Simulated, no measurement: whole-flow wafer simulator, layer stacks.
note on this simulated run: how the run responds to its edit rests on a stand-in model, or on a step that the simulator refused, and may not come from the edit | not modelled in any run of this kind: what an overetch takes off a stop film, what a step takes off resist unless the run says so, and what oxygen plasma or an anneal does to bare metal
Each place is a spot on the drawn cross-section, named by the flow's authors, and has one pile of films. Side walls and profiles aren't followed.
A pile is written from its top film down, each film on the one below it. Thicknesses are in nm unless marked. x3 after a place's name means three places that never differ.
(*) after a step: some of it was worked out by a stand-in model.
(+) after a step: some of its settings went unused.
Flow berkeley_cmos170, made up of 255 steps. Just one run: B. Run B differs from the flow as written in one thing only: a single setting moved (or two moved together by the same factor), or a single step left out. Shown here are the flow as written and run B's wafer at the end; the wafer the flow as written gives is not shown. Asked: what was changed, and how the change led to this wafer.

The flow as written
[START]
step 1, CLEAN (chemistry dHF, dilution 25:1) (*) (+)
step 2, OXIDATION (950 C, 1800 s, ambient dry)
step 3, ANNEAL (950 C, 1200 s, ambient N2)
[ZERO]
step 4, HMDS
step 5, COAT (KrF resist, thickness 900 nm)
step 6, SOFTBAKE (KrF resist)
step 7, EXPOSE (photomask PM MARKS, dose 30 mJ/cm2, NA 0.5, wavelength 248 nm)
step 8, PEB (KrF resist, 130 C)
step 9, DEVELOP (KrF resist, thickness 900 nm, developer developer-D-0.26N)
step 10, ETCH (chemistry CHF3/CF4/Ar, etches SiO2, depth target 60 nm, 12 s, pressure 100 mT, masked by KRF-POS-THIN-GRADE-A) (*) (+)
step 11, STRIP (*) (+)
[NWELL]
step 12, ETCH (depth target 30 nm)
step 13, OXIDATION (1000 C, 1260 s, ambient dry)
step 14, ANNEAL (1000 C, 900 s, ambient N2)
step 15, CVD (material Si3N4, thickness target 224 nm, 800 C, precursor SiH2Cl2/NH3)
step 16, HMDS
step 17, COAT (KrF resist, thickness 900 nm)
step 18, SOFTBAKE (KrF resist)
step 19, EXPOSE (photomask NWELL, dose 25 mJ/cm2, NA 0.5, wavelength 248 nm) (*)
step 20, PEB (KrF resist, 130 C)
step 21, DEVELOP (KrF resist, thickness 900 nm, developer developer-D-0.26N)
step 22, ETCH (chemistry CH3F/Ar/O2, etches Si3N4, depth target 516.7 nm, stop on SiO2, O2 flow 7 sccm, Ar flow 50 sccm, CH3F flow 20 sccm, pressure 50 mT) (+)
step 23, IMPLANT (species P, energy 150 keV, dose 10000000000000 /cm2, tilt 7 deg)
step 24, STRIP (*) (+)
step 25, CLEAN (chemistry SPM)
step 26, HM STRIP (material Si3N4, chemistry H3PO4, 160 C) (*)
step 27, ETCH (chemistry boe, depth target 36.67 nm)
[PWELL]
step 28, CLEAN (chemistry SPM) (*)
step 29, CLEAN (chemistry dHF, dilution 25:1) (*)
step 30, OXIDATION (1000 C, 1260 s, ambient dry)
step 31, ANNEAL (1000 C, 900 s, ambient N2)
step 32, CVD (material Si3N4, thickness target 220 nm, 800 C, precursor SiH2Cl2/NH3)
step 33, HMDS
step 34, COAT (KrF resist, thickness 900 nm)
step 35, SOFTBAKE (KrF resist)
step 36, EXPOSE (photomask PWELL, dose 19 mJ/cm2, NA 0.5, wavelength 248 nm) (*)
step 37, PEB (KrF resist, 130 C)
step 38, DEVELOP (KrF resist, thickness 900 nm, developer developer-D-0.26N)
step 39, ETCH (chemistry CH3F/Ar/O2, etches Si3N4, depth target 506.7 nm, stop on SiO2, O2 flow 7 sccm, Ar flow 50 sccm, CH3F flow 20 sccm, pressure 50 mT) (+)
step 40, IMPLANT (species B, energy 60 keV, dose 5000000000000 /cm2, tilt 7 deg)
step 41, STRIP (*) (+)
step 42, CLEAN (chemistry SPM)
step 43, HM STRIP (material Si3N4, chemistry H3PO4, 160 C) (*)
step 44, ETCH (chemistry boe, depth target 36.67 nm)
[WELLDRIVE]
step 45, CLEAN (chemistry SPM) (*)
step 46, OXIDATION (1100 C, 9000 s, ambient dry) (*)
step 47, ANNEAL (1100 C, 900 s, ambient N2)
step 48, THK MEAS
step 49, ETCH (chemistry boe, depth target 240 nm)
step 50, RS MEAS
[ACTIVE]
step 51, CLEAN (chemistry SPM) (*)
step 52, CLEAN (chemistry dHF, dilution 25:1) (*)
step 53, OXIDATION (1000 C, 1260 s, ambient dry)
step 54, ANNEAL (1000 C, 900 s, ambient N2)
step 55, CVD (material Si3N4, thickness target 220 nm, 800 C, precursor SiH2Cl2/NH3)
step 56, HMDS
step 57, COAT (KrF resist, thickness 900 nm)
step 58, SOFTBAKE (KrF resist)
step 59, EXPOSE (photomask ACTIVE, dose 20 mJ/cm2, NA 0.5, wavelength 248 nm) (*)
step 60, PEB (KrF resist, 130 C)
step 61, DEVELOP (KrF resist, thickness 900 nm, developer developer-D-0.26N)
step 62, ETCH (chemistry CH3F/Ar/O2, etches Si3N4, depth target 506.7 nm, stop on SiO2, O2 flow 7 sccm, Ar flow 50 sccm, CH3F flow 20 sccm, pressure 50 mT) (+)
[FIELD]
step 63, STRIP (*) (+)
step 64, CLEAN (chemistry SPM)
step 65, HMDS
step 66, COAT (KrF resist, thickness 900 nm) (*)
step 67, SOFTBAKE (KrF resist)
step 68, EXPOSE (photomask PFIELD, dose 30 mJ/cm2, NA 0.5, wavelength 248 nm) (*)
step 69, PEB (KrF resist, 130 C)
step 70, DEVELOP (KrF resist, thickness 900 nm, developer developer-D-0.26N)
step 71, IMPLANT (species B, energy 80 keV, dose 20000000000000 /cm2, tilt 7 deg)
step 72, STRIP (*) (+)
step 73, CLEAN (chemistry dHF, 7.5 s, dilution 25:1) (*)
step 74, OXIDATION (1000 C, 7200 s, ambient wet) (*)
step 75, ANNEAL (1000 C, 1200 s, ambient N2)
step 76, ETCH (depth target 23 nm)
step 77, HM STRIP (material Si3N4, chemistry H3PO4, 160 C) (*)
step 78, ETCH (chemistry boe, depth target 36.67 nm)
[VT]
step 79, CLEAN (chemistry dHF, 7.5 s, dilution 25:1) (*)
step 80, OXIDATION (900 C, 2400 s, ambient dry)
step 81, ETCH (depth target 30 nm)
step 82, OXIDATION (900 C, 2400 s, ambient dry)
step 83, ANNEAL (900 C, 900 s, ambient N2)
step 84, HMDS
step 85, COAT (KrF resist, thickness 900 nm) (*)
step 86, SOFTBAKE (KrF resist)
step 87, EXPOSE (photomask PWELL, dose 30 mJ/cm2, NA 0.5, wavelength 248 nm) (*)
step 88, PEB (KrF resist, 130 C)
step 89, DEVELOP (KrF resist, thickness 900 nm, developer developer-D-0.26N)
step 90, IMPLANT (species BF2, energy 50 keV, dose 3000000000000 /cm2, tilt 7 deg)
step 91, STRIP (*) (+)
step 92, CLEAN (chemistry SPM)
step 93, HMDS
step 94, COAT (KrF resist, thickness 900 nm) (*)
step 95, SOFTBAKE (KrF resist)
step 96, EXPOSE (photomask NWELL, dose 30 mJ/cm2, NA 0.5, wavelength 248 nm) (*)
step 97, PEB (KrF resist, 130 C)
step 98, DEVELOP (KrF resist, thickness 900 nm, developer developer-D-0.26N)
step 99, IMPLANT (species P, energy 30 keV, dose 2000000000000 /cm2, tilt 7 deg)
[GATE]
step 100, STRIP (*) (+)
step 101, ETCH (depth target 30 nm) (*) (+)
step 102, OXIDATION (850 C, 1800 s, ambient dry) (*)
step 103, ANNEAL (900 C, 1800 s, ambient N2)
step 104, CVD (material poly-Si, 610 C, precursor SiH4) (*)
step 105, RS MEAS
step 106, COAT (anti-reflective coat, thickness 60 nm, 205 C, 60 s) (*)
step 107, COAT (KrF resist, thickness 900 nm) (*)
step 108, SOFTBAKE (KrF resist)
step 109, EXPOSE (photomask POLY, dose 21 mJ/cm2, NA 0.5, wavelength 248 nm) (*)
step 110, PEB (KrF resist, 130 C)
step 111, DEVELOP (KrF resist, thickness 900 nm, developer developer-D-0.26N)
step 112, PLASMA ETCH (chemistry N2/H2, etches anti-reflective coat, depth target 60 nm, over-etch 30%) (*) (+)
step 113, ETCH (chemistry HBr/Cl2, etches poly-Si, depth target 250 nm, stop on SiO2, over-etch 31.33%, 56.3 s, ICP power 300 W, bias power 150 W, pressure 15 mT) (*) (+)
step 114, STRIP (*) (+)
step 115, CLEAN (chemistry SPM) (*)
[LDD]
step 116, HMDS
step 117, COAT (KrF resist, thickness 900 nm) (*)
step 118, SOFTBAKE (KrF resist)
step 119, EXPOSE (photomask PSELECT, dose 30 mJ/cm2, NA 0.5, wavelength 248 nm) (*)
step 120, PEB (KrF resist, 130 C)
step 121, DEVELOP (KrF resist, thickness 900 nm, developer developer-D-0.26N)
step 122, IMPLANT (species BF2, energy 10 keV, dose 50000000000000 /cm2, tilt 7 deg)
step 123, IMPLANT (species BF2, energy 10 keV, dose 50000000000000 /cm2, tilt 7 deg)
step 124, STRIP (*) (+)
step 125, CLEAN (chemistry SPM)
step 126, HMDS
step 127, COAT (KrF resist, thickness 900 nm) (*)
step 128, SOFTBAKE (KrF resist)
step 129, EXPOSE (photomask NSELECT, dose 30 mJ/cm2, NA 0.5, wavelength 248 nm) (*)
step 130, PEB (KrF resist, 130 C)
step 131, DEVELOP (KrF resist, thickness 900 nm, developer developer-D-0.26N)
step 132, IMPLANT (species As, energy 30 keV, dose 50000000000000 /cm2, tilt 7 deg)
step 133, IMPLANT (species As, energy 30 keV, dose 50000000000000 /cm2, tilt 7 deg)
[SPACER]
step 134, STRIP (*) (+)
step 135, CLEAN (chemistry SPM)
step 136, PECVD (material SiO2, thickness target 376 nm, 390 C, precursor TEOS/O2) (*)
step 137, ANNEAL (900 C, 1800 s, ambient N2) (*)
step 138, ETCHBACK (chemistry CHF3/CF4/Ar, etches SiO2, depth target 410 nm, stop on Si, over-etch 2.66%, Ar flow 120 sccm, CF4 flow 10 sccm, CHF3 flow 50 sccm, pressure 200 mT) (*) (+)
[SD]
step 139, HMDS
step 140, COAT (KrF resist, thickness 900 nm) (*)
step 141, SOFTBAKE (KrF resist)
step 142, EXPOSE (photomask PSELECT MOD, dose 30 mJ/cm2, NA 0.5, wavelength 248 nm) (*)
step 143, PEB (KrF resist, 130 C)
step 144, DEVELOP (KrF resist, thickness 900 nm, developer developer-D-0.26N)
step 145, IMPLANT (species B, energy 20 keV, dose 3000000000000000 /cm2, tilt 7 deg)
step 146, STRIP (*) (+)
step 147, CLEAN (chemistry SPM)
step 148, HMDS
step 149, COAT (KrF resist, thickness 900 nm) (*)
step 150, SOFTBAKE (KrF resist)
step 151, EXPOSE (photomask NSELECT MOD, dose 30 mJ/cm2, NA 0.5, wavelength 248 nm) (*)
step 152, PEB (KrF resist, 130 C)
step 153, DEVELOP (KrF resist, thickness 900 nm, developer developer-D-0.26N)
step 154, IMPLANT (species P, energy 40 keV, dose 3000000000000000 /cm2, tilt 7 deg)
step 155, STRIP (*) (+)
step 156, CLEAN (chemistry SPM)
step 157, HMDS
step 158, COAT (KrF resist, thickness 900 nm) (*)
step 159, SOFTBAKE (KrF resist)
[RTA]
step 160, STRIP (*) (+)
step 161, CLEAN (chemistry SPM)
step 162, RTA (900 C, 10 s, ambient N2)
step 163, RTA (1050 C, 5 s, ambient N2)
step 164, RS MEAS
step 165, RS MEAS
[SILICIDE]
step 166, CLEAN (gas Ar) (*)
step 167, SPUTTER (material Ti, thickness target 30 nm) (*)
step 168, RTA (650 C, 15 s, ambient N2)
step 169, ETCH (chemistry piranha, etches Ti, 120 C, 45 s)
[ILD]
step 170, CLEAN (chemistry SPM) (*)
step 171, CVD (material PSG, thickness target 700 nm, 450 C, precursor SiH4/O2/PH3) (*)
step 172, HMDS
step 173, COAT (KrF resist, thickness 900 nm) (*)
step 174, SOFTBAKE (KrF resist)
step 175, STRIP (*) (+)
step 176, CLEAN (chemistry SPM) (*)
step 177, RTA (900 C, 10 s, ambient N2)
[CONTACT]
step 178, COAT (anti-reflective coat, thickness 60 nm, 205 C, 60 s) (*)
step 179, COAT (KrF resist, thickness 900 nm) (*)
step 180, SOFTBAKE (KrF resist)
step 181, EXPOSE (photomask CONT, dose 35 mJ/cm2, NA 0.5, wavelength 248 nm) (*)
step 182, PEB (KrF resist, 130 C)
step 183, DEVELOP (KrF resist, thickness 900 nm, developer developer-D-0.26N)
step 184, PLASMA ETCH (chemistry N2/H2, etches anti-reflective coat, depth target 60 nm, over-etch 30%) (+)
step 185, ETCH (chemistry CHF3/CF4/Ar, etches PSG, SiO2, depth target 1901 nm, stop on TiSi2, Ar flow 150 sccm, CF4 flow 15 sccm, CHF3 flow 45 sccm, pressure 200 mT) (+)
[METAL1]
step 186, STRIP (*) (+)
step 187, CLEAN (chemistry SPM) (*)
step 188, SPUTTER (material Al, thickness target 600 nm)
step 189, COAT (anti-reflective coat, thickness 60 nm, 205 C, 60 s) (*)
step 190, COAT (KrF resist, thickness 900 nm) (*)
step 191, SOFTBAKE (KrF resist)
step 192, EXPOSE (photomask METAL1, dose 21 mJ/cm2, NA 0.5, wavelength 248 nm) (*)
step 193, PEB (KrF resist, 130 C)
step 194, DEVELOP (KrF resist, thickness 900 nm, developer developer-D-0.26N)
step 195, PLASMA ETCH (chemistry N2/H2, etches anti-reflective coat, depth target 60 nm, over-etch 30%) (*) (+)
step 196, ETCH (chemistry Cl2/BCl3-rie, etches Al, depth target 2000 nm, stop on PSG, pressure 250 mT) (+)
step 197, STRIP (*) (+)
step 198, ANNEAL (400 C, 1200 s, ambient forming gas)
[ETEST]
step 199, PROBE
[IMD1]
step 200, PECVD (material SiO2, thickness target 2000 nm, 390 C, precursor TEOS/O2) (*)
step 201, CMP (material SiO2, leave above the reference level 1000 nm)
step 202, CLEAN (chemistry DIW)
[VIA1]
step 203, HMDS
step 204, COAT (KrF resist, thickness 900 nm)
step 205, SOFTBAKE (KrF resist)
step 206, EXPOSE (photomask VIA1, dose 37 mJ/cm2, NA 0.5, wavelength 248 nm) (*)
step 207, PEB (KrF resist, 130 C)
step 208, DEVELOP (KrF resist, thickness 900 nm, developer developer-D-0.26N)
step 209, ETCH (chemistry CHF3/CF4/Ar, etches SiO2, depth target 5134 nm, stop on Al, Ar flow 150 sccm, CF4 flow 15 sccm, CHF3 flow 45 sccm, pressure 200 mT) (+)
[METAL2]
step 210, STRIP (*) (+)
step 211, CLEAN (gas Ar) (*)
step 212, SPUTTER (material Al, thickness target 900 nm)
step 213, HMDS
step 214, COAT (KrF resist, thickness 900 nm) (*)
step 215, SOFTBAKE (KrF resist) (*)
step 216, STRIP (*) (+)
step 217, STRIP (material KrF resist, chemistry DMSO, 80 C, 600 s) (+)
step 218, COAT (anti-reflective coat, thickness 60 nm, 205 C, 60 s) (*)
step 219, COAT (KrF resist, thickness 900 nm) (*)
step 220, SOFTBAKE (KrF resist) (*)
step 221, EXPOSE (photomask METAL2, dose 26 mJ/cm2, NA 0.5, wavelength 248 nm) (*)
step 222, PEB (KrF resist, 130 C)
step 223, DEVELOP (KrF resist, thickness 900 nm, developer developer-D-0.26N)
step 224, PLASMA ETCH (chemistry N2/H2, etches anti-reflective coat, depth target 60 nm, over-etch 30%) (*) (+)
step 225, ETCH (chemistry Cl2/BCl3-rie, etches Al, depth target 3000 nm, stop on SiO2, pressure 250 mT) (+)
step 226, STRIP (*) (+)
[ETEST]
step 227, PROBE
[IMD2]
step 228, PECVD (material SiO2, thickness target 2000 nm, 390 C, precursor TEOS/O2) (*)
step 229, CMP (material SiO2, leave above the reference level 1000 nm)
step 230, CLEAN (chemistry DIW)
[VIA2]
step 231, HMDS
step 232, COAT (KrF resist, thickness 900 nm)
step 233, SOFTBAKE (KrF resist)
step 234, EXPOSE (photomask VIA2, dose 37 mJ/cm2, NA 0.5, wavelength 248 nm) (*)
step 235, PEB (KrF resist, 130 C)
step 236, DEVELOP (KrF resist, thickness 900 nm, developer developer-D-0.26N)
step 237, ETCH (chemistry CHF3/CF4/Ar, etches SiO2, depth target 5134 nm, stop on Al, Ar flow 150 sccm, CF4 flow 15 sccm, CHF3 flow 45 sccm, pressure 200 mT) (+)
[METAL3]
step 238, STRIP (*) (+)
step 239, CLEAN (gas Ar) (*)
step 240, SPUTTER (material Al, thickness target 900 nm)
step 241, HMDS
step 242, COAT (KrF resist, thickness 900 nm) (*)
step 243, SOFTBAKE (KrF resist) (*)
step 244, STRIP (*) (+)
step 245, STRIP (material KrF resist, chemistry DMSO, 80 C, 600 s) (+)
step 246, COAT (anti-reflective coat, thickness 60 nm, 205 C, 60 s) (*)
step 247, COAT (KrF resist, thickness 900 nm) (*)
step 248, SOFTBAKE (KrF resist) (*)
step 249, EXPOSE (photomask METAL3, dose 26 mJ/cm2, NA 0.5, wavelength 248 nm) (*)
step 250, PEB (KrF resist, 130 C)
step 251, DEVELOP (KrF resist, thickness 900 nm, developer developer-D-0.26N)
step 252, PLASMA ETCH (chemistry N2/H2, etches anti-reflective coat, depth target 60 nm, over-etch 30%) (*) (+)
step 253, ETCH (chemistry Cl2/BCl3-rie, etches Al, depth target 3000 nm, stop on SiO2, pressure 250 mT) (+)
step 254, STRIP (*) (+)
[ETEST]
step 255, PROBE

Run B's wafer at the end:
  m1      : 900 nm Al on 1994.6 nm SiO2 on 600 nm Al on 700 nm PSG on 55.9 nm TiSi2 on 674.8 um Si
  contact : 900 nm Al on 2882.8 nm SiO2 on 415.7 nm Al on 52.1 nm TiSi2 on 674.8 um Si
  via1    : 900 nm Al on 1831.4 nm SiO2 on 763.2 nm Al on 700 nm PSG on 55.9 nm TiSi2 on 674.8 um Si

The reason: step 210, STRIP (*) (+), was omitted.

How this came from the change, step by step:
  step 211, CLEAN (gas Ar) (*)
      field, sd_n, spacer_n and 8 more: KrF resist loses 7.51 (it would be, as written: SiO2 loses 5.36)
  step 212, SPUTTER (material Al, thickness target 900 nm)
      via1: Al gains 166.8 (it would be, as written: Al gains 260)
  step 214, COAT (KrF resist, thickness 900 nm) (*)
      m1: KrF resist gains 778 (new film) (it would be, as written: KrF resist gains 821.5 (new film))
      via1: KrF resist gains 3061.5 (new film) (it would be, as written: KrF resist gains 2425.4 (new film))
      (also at 1 further place)
  step 216, STRIP (*) (+)
      m1: KrF resist loses 778 (all of it) (it would be, as written: KrF resist loses 821.5 (all of it))
      via1: KrF resist loses 3061.5 (all of it) (it would be, as written: KrF resist loses 2425.4 (all of it))
      (also at 1 further place)
  step 217, STRIP (material KrF resist, chemistry DMSO, 80 C, 600 s) (+)
      field, sd_n, spacer_n and 8 more: Al loses 900 (all of it), KrF resist loses 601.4 (all of it) (it would be, as written: nothing)
  step 218, COAT (anti-reflective coat, thickness 60 nm, 205 C, 60 s) (*)
      via1: anti-reflective coat gains 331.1 (new film) (it would be, as written: anti-reflective coat gains 670.7 (new film))
  step 219, COAT (KrF resist, thickness 900 nm) (*)
      via1: KrF resist gains 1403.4 (new film) (it would be, as written: KrF resist gains 1869 (new film))
  step 222, PEB (KrF resist, 130 C)
      via1: KrF resist loses 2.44 (it would be, as written: KrF resist loses 3.46)
  step 224, PLASMA ETCH (chemistry N2/H2, etches anti-reflective coat, depth target 60 nm, over-etch 30%) (*) (+)
      field, spacer_n, gate_n: anti-reflective coat loses 60 (all of it), SiO2 loses 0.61 (it would be, as written: anti-reflective coat loses 59.9 (all of it))
      spacer_p, gate_p: anti-reflective coat loses 60 (all of it), SiO2 loses 0.61 (it would be, as written: anti-reflective coat loses 60 (all of it))
      (also at 1 further place)
  step 225, ETCH (chemistry Cl2/BCl3-rie, etches Al, depth target 3000 nm, stop on SiO2, pressure 250 mT) (+)
      field, sd_n, spacer_n, gate_n, sd_p, spacer_p, gate_p: SiO2 loses 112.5 (it would be, as written: Al loses 900 (all of it), SiO2 loses 56.2)
      contact, m1, via1, m2, via2: KrF resist loses 450 (it would be, as written: KrF resist loses 675)
  step 226, STRIP (*) (+)
      contact: KrF resist loses 375.9 (all of it), anti-reflective coat loses 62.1 (all of it) (it would be, as written: KrF resist loses 151.9 (all of it), anti-reflective coat loses 62.1 (all of it))
      m1: KrF resist loses 386.3 (all of it), anti-reflective coat loses 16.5 (all of it) (it would be, as written: KrF resist loses 162.4 (all of it), anti-reflective coat loses 16.7 (all of it))
      (also at 3 further places)
  step 228, PECVD (material SiO2, thickness target 2000 nm, 390 C, precursor TEOS/O2) (*)
      contact, m1, m2, via2: SiO2 gains 2000 (it would be, as written: SiO2 gains 2000 (new film))
      via1: SiO2 gains 2836.8 (new film) (it would be, as written: SiO2 gains 3107.6 (new film), void gains 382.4 (new film), SiO2 gains 148.2 (new film))
  step 229, CMP (material SiO2, leave above the reference level 1000 nm)
      field, spacer_n, gate_n, sd_p, spacer_p, gate_p: SiO2 loses 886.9 (it would be, as written: SiO2 loses 43.8)
      sd_n: SiO2 loses 887 (it would be, as written: SiO2 loses 43.8)
  step 237, ETCH (chemistry CHF3/CF4/Ar, etches SiO2, depth target 5134 nm, stop on Al, Ar flow 150 sccm, CF4 flow 15 sccm, CHF3 flow 45 sccm, pressure 200 mT) (+)
      field, sd_n, spacer_n and 8 more: KrF resist loses 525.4 (it would be, as written: KrF resist loses 275.4)
      via2: SiO2 loses 2000 (all of it), Al loses 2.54 (it would be, as written: SiO2 loses 1000 (all of it), Al loses 2.54)
  step 238, STRIP (*) (+)
      field, sd_n, spacer_n and 8 more: KrF resist loses 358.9 (all of it) (it would be, as written: KrF resist loses 608.9 (all of it))
  step 240, SPUTTER (material Al, thickness target 900 nm)
      via2: Al gains 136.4 (it would be, as written: Al gains 260)
  ... 5 further steps ...
  step 254, STRIP (*) (+)
      m1: KrF resist loses 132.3 (all of it), anti-reflective coat loses 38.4 (all of it) (it would be, as written: KrF resist loses 158.8 (all of it), anti-reflective coat loses 41 (all of it))
      via1: KrF resist loses 143.1 (all of it), anti-reflective coat loses 56.1 (all of it) (it would be, as written: KrF resist loses 152.4 (all of it), anti-reflective coat loses 58.9 (all of it))
      (also at 2 further places)
If metal films that touch count as one body, m1 has 2 bodies (between them, from the top down: SiO2 1994.6); the flow as written gives 3 bodies (between them, from the top down: SiO2 994.6; SiO2 994.6).
If metal films that touch count as one body, contact has 2 bodies (between them, from the top down: SiO2 2882.8); the flow as written gives 3 bodies (between them, from the top down: SiO2 994.6; SiO2 1882.8).
